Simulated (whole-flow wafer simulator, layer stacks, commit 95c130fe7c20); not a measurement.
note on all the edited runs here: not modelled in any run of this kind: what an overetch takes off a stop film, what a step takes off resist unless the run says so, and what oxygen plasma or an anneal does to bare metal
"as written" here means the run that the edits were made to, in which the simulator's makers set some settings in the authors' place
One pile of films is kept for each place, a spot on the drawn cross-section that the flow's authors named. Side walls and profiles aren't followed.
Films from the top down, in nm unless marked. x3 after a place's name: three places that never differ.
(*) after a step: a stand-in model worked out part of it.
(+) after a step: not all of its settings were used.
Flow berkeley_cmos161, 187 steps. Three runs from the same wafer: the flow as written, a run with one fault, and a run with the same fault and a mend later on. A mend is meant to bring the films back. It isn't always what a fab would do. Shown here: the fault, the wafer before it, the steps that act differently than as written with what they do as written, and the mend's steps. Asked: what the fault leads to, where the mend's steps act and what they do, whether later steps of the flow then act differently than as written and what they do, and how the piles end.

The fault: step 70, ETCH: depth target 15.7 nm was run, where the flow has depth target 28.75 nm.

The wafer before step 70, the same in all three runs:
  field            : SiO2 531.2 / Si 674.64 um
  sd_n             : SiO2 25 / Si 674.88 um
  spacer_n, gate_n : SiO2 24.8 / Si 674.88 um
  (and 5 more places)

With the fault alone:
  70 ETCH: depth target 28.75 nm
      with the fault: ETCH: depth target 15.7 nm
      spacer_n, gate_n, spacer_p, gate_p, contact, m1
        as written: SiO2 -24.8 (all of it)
        with the fault: SiO2 -15.7
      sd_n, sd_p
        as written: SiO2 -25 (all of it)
        with the fault: SiO2 -15.7
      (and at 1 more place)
  Later steps of the flow that act differently than as written (46 more steps differ only slightly, by at most 2% or 0.5 nm, whichever is larger, and aren't shown):
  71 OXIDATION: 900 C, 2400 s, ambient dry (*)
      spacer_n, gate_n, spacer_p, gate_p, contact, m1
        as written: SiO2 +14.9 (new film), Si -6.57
        with the fault: SiO2 +12.1, Si -5.34
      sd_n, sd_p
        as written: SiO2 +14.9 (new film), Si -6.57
        with the fault: SiO2 +12.1, Si -5.32
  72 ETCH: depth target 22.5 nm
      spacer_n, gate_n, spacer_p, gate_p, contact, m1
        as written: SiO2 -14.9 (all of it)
        with the fault: SiO2 -21.2 (all of it)
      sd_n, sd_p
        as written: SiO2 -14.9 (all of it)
        with the fault: SiO2 -21.4 (all of it)
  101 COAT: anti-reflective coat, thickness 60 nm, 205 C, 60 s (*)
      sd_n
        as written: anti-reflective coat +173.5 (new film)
        with the fault: anti-reflective coat +182.8 (new film)
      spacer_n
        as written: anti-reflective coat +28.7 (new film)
        with the fault: anti-reflective coat +26.6 (new film)
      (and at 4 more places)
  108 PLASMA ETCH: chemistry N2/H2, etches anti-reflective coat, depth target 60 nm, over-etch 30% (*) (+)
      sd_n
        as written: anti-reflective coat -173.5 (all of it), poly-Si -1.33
        with the fault: anti-reflective coat -182.8 (all of it), poly-Si -1.41
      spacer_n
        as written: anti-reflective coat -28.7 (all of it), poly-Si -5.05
        with the fault: anti-reflective coat -26.6 (all of it), poly-Si -5.41
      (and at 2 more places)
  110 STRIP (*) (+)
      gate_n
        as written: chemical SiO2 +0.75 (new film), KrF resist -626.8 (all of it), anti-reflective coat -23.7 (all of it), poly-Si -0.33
        with the fault: chemical SiO2 +0.75 (new film), KrF resist -634.5 (all of it), anti-reflective coat -21.6 (all of it), poly-Si -0.33
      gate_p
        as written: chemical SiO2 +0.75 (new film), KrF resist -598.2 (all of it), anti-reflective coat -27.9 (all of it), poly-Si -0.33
        with the fault: chemical SiO2 +0.75 (new film), KrF resist -602.8 (all of it), anti-reflective coat -26.8 (all of it), poly-Si -0.33
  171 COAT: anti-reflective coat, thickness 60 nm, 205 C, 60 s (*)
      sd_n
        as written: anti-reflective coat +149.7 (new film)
        with the fault: anti-reflective coat +159.5 (new film)
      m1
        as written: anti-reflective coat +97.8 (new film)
        with the fault: anti-reflective coat +100.4 (new film)
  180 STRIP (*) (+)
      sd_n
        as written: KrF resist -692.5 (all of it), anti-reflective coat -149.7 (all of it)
        with the fault: KrF resist -690.3 (all of it), anti-reflective coat -159.5 (all of it)
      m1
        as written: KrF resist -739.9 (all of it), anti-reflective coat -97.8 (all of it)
        with the fault: KrF resist -744.4 (all of it), anti-reflective coat -100.4 (all of it)
  At the end the piles differ from the flow's by more than 2% or 0.5 nm, whichever is larger, at field.
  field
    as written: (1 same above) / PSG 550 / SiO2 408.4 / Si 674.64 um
    with the fault: (1 same above) / PSG 550 / SiO2 421.4 / Si 674.64 um

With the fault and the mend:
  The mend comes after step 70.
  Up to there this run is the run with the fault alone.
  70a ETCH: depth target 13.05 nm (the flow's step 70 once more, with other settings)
      spacer_n, gate_n, spacer_p, gate_p, contact, m1
        SiO2 -9.1 (all of it)
      sd_n, sd_p
        SiO2 -9.34 (all of it)
      field
        SiO2 -13.1
  No later step of the flow acts differently than as written at any place that is followed.
  At the end the piles are the same as the flow's at every place that both follow.
